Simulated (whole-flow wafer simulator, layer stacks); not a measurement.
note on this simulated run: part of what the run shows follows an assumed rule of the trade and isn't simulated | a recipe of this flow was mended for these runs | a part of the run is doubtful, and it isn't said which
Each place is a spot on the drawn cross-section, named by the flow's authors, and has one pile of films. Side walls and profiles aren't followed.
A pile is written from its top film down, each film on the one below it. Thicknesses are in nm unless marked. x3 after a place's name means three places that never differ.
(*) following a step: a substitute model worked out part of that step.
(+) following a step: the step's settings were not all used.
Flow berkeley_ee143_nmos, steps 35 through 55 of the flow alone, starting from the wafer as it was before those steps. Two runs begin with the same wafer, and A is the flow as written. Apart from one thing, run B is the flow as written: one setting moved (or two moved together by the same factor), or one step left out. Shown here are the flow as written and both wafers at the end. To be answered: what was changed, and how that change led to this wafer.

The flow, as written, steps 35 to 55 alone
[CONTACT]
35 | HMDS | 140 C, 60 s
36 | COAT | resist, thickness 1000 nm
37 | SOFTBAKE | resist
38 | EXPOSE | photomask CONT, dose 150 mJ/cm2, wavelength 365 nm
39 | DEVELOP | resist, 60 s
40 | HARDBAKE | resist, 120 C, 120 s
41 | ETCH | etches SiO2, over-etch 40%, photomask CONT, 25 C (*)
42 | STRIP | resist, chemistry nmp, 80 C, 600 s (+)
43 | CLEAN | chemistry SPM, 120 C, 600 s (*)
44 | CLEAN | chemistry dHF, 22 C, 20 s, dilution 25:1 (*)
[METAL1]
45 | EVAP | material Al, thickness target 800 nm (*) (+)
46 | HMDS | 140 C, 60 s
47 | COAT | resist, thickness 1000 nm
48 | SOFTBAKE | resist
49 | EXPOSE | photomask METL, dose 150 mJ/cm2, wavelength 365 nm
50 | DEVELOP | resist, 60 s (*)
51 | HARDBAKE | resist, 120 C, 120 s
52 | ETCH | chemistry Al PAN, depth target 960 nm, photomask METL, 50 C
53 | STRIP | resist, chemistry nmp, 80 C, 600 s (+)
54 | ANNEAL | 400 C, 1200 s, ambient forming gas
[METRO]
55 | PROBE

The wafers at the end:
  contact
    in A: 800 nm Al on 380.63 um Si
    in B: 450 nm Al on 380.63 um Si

Cause: step 45, EVAP: thickness target 450 nm was run, whereas the flow has thickness target 800 nm.
The wafer lets one read it off: contact has Al 450, and step 45 as written asks for 800 nm.

How this came from the change, step by step:
  45 | EVAP | material Al, thickness target 800 nm (*) (+)
      gate, sd, contact, field: A Al gains 800 (new film) | B Al gains 450 (new film)
  52 | ETCH | chemistry Al PAN, depth target 960 nm, photomask METL, 50 C
      gate, sd, field: A Al loses 786.7 (all of it) | B Al loses 436.7 (all of it)
